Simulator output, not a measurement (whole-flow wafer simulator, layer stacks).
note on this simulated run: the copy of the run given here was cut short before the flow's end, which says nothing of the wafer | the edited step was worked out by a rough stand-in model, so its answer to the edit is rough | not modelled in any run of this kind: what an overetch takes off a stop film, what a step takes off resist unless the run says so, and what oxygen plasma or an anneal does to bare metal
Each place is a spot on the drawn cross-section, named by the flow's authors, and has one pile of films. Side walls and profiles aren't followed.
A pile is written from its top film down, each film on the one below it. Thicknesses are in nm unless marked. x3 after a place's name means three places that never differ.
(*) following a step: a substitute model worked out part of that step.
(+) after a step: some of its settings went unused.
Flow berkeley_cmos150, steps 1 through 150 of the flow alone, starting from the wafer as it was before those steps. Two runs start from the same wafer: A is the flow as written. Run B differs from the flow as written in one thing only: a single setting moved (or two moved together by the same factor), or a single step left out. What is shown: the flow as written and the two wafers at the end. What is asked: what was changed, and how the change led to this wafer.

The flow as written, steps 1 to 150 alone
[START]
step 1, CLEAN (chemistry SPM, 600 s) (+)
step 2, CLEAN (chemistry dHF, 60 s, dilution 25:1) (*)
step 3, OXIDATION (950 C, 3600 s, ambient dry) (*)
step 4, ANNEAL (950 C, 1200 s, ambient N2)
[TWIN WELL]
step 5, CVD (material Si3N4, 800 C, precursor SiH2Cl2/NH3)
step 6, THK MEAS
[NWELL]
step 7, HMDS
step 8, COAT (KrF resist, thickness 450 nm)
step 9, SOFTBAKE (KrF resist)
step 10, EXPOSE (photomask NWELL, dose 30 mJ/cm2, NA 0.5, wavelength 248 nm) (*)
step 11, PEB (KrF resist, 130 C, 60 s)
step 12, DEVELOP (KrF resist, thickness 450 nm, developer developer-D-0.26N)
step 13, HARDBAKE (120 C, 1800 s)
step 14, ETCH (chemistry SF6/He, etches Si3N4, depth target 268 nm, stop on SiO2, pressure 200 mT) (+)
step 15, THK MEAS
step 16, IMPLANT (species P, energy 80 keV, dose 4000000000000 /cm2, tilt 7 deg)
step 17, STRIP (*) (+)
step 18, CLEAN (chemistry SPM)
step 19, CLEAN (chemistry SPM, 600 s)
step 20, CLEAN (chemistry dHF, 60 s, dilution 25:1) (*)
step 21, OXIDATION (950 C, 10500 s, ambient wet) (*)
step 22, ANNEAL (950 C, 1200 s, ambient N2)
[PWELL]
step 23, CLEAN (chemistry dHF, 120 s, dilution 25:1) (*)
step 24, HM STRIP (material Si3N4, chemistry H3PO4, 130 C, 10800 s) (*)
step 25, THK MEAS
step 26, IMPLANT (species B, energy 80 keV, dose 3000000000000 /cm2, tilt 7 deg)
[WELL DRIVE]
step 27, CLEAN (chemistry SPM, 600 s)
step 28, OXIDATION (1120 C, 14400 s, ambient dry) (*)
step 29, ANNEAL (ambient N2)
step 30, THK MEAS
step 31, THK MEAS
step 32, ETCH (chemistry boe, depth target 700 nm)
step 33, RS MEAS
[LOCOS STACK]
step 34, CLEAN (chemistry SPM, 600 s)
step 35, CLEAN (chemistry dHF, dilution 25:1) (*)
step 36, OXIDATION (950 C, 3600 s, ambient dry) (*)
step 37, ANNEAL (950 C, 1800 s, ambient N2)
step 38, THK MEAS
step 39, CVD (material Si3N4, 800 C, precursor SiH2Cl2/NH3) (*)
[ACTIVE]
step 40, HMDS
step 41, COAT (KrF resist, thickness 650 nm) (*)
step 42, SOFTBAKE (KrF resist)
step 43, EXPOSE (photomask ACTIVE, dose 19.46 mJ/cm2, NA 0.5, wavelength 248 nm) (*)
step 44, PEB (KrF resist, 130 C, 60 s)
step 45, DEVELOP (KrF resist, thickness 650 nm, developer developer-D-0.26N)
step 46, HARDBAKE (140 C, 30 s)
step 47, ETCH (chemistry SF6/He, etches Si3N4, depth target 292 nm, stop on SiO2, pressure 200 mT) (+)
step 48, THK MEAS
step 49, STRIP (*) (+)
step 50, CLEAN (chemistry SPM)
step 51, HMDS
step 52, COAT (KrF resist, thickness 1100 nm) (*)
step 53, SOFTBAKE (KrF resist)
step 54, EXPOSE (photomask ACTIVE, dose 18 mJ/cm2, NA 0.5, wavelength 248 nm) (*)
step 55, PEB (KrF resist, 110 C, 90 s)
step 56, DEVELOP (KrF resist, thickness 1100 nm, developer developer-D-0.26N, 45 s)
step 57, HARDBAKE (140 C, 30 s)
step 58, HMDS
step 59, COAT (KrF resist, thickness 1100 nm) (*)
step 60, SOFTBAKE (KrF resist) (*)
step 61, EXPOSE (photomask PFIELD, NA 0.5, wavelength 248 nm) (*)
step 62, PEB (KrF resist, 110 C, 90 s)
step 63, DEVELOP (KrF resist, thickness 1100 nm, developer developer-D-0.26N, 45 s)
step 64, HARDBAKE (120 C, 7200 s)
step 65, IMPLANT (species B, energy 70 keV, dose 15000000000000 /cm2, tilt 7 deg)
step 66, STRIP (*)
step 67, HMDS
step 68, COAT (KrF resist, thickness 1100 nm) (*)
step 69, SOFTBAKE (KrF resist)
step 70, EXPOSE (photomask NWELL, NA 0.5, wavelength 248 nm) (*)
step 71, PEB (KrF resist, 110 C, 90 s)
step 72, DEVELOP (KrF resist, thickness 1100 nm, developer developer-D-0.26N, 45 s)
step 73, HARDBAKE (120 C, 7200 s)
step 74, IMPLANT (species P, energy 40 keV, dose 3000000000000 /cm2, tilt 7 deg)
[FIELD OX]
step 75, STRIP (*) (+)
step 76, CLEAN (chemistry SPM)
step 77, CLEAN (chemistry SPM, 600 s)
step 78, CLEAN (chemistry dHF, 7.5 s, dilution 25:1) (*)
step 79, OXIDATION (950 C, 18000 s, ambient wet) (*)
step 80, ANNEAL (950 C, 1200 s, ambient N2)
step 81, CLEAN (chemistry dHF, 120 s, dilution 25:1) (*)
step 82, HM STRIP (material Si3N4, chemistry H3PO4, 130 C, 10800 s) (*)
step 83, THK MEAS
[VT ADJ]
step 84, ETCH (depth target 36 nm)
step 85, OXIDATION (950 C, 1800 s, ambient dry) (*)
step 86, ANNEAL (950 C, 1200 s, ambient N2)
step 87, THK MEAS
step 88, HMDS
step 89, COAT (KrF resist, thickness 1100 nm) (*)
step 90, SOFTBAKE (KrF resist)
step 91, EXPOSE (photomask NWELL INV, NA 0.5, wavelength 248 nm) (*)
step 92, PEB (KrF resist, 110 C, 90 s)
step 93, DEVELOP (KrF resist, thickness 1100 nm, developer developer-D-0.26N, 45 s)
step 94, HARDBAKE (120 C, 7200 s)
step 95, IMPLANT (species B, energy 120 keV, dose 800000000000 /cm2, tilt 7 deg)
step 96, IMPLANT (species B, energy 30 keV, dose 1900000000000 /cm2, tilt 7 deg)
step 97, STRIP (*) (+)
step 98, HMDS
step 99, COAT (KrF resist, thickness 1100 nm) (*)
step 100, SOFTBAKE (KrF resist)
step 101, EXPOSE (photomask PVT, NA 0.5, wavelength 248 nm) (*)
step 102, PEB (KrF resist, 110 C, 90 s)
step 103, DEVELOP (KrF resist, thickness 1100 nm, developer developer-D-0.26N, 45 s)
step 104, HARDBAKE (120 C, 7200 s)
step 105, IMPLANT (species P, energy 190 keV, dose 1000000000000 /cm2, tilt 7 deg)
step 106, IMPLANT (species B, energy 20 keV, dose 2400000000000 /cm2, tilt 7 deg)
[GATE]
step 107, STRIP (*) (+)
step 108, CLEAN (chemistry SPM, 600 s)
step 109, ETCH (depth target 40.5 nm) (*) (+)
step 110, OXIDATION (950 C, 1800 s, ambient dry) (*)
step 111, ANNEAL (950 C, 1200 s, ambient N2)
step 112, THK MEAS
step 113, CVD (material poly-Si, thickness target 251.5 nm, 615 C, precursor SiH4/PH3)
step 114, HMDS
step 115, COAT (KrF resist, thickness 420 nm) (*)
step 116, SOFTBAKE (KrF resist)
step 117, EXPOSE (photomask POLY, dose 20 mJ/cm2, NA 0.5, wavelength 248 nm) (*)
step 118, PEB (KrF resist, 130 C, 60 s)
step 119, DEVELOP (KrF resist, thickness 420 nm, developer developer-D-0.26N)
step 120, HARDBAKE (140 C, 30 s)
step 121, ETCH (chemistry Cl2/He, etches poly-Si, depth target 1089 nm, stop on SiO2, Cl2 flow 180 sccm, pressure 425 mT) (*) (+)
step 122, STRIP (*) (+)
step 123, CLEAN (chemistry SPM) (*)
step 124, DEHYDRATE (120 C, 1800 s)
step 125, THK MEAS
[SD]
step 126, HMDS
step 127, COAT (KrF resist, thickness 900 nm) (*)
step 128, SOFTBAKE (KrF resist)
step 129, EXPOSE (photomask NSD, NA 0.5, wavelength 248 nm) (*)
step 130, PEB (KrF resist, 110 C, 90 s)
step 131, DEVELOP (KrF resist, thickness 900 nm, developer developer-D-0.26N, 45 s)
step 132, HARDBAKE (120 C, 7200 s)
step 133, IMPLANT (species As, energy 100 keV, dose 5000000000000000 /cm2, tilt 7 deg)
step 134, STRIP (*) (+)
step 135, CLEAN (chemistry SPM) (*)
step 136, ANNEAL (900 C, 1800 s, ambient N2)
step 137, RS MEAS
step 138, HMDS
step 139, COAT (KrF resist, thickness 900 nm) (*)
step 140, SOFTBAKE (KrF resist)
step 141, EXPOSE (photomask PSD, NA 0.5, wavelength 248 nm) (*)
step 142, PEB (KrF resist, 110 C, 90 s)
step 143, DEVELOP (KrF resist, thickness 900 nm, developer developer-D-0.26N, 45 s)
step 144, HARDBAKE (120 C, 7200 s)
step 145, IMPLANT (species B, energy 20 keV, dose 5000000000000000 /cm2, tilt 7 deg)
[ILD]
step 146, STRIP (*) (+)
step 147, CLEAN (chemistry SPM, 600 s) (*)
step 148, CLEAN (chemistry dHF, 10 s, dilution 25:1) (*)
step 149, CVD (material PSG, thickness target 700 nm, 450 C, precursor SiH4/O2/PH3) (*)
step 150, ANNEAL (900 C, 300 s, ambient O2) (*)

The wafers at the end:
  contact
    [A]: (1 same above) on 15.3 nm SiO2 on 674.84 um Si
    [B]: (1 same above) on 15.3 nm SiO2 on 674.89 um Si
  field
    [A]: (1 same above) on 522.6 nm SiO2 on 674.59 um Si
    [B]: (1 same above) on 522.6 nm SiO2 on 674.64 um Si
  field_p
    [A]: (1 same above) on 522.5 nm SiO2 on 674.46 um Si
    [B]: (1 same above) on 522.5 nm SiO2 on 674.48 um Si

The reason: step 28, OXIDATION: 6480 s was run, whereas the flow has 14400 s.

Step by step, how the change led to this:
  step 28, OXIDATION (1120 C, 14400 s, ambient dry) (*)
      field, sd_n, gate_n, contact, m1: A SiO2 gains 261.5, Si loses 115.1 | B SiO2 gains 155.2, Si loses 68.3
      field_p, sd_p, gate_p: A SiO2 gains 103.6, Si loses 45.6 | B SiO2 gains 49, Si loses 21.5
  step 32, ETCH (chemistry boe, depth target 700 nm)
      field, sd_n, gate_n, contact, m1: A SiO2 loses 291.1 (all of it) | B SiO2 loses 184.8 (all of it)
      field_p, sd_p, gate_p: A SiO2 loses 555.5 (all of it) | B SiO2 loses 500.8 (all of it)
  step 115, COAT (KrF resist, thickness 420 nm) (*)
      field_p: A KrF resist gains 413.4 (new film) | B KrF resist gains 422.4 (new film)
  step 119, DEVELOP (KrF resist, thickness 420 nm, developer developer-D-0.26N)
      field_p: A KrF resist loses 412.9 (all of it) | B KrF resist loses 421.8 (all of it)
  step 122, STRIP (*) (+)
      gate_p: A chemical SiO2 gains 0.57 (new film), KrF resist loses 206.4 (all of it), poly-Si loses 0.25 | B chemical SiO2 gains 0.58 (new film), KrF resist loses 211.5 (all of it), poly-Si loses 0.25
